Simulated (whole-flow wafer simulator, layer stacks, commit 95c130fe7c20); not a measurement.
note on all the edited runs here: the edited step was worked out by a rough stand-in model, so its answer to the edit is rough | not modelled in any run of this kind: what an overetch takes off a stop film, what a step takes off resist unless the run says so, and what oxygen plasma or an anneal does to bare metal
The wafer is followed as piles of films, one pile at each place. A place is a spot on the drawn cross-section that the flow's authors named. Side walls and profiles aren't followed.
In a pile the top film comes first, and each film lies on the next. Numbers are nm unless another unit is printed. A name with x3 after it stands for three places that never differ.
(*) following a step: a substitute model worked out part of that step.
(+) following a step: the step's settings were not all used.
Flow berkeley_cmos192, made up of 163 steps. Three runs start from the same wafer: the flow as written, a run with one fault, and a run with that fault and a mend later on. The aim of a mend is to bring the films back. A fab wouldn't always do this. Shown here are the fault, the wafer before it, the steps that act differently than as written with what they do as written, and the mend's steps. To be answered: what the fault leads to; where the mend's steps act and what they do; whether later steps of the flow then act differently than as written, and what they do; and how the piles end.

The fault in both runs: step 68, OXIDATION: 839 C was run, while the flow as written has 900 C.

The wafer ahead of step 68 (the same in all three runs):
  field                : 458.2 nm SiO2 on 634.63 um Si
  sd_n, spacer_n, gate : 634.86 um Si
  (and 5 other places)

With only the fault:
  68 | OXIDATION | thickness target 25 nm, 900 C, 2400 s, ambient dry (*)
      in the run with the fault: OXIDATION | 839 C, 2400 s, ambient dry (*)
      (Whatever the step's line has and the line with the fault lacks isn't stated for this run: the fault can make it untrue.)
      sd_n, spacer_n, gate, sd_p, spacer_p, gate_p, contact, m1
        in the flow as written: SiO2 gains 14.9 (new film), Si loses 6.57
        in the run with the fault: SiO2 gains 7.93 (new film), Si loses 3.49
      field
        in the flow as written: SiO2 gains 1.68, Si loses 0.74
        in the run with the fault: SiO2 gains 0.53, Si loses 0.23
  Steps later in the flow that act otherwise than as written (not shown: 37 more steps that differ only slightly, by at most 2% or 0.5 nm, whichever is larger):
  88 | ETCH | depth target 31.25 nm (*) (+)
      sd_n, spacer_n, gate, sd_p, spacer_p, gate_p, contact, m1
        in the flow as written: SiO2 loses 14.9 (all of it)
        in the run with the fault: SiO2 loses 7.93 (all of it)
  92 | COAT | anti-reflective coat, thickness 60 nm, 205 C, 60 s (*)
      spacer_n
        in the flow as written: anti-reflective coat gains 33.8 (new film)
        in the run with the fault: anti-reflective coat gains 34.9 (new film)
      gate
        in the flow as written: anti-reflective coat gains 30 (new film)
        in the run with the fault: anti-reflective coat gains 31.1 (new film)
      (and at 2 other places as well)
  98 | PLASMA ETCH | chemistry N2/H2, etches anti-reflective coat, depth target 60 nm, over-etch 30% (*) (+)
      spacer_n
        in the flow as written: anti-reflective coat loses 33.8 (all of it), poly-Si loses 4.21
        in the run with the fault: anti-reflective coat loses 34.9 (all of it), poly-Si loses 4.12
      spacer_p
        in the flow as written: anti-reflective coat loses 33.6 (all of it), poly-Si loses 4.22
        in the run with the fault: anti-reflective coat loses 34.4 (all of it), poly-Si loses 4.13
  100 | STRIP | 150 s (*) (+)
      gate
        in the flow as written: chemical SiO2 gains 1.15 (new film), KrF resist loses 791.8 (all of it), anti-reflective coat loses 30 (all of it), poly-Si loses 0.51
        in the run with the fault: chemical SiO2 gains 1.15 (new film), KrF resist loses 789 (all of it), anti-reflective coat loses 31.1 (all of it), poly-Si loses 0.51
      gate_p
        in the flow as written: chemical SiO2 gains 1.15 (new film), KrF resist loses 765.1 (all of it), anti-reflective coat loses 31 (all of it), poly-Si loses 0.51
        in the run with the fault: chemical SiO2 gains 1.15 (new film), KrF resist loses 763.1 (all of it), anti-reflective coat loses 31.8 (all of it), poly-Si loses 0.51
  When the end is reached, the piles differ only a little from the flow's at the places that both follow, at most by 2% or 0.5 nm, whichever is larger.

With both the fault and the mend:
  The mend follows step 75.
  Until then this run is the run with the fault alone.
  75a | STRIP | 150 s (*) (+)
      sd_p
        KrF resist loses 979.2 (all of it)
      spacer_p
        KrF resist loses 960.4 (all of it)
      gate_p
        KrF resist loses 959.5 (all of it)
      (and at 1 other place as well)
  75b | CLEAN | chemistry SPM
      alters no film at any place that is followed
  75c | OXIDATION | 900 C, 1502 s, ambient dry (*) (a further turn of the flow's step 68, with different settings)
      sd_n, spacer_n, gate, sd_p, spacer_p, gate_p, contact, m1
        SiO2 gains 6.98, Si loses 3.07
      field
        SiO2 gains 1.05, Si loses 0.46
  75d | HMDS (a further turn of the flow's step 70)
      alters no film at any place that is followed
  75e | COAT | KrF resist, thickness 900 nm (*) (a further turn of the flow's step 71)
      spacer_n, gate
        KrF resist gains 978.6 (new film)
      field
        KrF resist gains 842.4 (new film)
      sd_n
        KrF resist gains 1013.2 (new film)
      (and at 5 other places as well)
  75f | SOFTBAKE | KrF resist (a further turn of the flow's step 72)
      alters no film at any place that is followed
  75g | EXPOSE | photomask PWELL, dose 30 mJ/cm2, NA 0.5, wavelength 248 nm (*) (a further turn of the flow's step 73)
      alters no film at any place that is followed
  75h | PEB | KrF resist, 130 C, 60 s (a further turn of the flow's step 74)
      sd_n, m1
        KrF resist loses 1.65
      spacer_n, gate
        KrF resist loses 1.58
      spacer_p, gate_p
        KrF resist loses 1.57
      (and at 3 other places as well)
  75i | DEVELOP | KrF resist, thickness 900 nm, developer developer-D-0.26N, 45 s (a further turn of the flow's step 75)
      sd_p, spacer_p, gate_p, m1
        KrF resist loses 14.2
      spacer_n, gate
        KrF resist loses 977 (all of it)
      field
        KrF resist loses 841.1 (all of it)
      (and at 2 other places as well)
  Later steps of the flow that are run all act as written at every place that is followed, up to a difference of at most 2% or 0.5 nm, whichever is larger.
  When the end is reached, the piles differ only a little from the flow's at the places that both follow, at most by 2% or 0.5 nm, whichever is larger.
